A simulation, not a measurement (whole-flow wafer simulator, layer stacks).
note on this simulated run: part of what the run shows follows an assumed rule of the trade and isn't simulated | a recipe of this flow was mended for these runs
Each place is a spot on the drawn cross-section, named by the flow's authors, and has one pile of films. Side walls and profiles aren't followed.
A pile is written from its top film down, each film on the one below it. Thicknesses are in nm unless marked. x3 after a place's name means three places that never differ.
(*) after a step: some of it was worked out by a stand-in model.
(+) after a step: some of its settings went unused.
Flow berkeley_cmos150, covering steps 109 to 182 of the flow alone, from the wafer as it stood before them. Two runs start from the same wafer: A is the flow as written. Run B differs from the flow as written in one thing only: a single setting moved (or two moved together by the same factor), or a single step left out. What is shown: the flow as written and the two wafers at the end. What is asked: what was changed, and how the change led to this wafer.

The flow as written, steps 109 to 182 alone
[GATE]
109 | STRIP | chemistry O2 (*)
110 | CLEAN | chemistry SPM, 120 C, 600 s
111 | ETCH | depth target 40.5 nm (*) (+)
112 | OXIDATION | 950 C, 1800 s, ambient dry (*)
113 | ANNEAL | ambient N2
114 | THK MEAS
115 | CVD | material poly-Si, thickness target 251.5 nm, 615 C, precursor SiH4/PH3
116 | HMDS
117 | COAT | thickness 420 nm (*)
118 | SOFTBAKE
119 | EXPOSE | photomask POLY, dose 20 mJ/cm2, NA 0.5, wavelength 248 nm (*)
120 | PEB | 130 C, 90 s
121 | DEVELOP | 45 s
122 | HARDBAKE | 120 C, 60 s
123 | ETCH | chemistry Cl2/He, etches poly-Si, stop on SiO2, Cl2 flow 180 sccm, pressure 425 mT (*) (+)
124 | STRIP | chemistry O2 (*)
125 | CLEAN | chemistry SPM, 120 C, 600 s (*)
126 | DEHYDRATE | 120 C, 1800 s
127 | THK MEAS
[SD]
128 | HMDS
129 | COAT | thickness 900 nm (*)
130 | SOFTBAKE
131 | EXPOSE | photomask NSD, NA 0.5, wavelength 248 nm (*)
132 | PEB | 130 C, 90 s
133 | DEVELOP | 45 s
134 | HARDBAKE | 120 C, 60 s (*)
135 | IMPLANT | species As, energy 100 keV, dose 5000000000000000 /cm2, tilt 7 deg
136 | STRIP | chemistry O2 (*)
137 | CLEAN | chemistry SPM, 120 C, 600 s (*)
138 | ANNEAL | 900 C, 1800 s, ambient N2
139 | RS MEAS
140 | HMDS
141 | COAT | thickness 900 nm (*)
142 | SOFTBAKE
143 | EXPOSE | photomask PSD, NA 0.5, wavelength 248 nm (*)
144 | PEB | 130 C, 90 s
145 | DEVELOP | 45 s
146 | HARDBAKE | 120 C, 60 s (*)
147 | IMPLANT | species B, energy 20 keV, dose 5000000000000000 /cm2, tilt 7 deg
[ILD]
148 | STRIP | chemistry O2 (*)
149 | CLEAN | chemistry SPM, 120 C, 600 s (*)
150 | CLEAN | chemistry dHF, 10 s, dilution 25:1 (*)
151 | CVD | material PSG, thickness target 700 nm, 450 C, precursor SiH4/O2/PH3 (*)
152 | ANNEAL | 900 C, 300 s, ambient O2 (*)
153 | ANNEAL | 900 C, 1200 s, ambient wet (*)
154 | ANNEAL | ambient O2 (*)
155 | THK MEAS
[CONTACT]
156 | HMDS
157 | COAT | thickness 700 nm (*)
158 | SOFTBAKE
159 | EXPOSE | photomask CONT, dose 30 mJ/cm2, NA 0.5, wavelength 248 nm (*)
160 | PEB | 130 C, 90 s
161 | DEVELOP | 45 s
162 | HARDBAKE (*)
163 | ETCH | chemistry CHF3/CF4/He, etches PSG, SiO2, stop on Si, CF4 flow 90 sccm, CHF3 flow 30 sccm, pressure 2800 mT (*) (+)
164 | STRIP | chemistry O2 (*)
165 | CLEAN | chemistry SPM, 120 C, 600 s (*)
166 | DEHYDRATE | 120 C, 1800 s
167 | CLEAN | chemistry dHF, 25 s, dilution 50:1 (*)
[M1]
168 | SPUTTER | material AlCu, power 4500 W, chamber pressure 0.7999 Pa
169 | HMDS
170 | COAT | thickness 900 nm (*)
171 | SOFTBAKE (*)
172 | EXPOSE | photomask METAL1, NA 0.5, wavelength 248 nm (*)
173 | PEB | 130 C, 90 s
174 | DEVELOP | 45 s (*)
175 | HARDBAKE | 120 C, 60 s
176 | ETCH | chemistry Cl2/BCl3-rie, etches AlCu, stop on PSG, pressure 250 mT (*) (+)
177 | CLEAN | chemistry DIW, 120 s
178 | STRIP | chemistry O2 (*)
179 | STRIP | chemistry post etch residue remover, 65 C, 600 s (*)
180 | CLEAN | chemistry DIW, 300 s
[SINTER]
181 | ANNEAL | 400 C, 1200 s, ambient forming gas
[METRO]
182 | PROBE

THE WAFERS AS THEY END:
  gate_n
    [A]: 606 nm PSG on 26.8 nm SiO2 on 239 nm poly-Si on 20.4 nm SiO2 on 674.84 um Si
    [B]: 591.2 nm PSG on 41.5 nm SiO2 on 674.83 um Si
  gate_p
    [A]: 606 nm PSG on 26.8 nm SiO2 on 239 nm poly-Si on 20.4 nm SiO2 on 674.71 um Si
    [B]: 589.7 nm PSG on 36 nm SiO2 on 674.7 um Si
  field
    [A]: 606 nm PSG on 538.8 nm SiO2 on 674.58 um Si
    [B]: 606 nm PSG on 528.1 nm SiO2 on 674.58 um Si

What caused this: step 115, CVD: material poly-Si, thickness target 251.5 nm, 615 C, precursor SiH4/PH3, was skipped.

The path from the change to this, step by step:
  117 | COAT | thickness 420 nm (*)
      field: A KrF-resist gains 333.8 (new film) | B KrF-resist gains 315.9 (new film)
      field_p: A KrF-resist gains 413.4 (new film) | B KrF-resist gains 403.8 (new film)
      (and at 2 other places as well)
  121 | DEVELOP | 45 s
      field: A KrF-resist loses 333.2 (all of it) | B KrF-resist loses 315.3 (all of it)
      field_p: A KrF-resist loses 412.6 (all of it) | B KrF-resist loses 403 (all of it)
      (and at 2 other places as well)
  123 | ETCH | chemistry Cl2/He, etches poly-Si, stop on SiO2, Cl2 flow 180 sccm, pressure 425 mT (*) (+)
      field, field_p, sd_n, sd_p, contact, m1: A poly-Si loses 251.5 (all of it), SiO2 loses 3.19 | B SiO2 loses 14
      gate_n, gate_p: A KrF-resist loses 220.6 | B KrF-resist loses 179.6
  124 | STRIP | chemistry O2 (*)
      gate_n: A chemical SiO2 gains 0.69 (new film), KrF-resist loses 176.1 (all of it), poly-Si loses 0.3 | B KrF-resist loses 211 (all of it)
      gate_p: A chemical SiO2 gains 0.69 (new film), KrF-resist loses 213.2 (all of it), poly-Si loses 0.3 | B KrF-resist loses 247.4 (all of it)
  129 | COAT | thickness 900 nm (*)
      field: A thick-KrF-resist gains 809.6 (new film) | B thick-KrF-resist gains 787.9 (new film)
      field_p: A thick-KrF-resist gains 916.8 (new film) | B thick-KrF-resist gains 897.6 (new film)
      (and at 3 other places as well)
  133 | DEVELOP | 45 s
      gate_n: A thick-KrF-resist loses 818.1 (all of it) | B thick-KrF-resist loses 986.7 (all of it)
  136 | STRIP | chemistry O2 (*)
      gate_n: A chemical SiO2 gains 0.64, poly-Si loses 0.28 | B nothing
      gate_p: A thick-KrF-resist loses 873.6 (all of it), chemical SiO2 gains 0.34, poly-Si loses 0.15 | B thick-KrF-resist loses 1044 (all of it)
      (and at 3 other places as well)
  141 | COAT | thickness 900 nm (*)
      field: A thick-KrF-resist gains 809.6 (new film) | B thick-KrF-resist gains 787.9 (new film)
      field_p: A thick-KrF-resist gains 916.8 (new film) | B thick-KrF-resist gains 897.6 (new film)
      (and at 3 other places as well)
  145 | DEVELOP | 45 s
      sd_p: A thick-KrF-resist loses 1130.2 (all of it) | B thick-KrF-resist loses 1092 (all of it)
      gate_p: A thick-KrF-resist loses 886.7 (all of it) | B thick-KrF-resist loses 1057.3 (all of it)
  148 | STRIP | chemistry O2 (*)
      gate_n: A thick-KrF-resist loses 804.5 (all of it), chemical SiO2 gains 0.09, poly-Si loses 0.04 | B thick-KrF-resist loses 973.4 (all of it)
      field: A thick-KrF-resist loses 794.4 (all of it) | B thick-KrF-resist loses 772.8 (all of it)
      (and at 1 other place as well)
  150 | CLEAN | chemistry dHF, 10 s, dilution 25:1 (*)
      gate_n: A chemical SiO2 loses 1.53 (all of it) | B SiO2 loses 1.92
      sd_p: A SiO2 loses 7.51 | B SiO2 loses 6.45 (all of it)
      (and at 1 other place as well)
  151 | CVD | material PSG, thickness target 700 nm, 450 C, precursor SiH4/O2/PH3 (*)
      gate_n: A PSG gains 700 (new film) | B PSG gains 685.2 (new film)
      sd_p: A PSG gains 639.5 (new film) | B PSG gains 683.2 (new film)
      (and at 1 other place as well)
  153 | ANNEAL | 900 C, 1200 s, ambient wet (*)
      gate_n: A PSG loses 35, SiO2 gains 26.8 (new film), poly-Si loses 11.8 | B PSG loses 34.3, SiO2 gains 23, Si loses 10.1
      sd_p: A PSG loses 32, SiO2 gains 23.9, Si loses 10.5 | B PSG loses 34.2, SiO2 gains 23.3 (new film), Si loses 10.3
      (and at 1 other place as well)
  157 | COAT | thickness 700 nm (*)
      field_p: A KrF-resist gains 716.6 (new film) | B KrF-resist gains 691.1 (new film)
      gate_n: A KrF-resist gains 650.5 (new film) | B KrF-resist gains 782.3 (new film)
      (and at 2 other places as well)
  163 | ETCH | chemistry CHF3/CF4/He, etches PSG, SiO2, stop on Si, CF4 flow 90 sccm, CHF3 flow 30 sccm, pressure 2800 mT (*) (+)
      contact: A PSG loses 665 (all of it), SiO2 loses 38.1 (all of it), Si loses 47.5 | B PSG loses 665 (all of it), SiO2 loses 27.5 (all of it), Si loses 47.5
  164 | STRIP | chemistry O2 (*)
      field: A KrF-resist loses 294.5 (all of it) | B KrF-resist loses 287.9 (all of it)
      field_p: A KrF-resist loses 397.1 (all of it) | B KrF-resist loses 375.5 (all of it)
      (and at 3 other places as well)
  ... 4 other steps ...
  176 | ETCH | chemistry Cl2/BCl3-rie, etches AlCu, stop on PSG, pressure 250 mT (*) (+)
      gate_n: A AlCu loses 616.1 (all of it), PSG loses 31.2 | B AlCu loses 610.1 (all of it), PSG loses 32
      sd_p: A AlCu loses 461.4 (all of it), PSG loses 50.6 | B AlCu loses 554.7 (all of it), PSG loses 38.9
      (and at 1 other place as well)
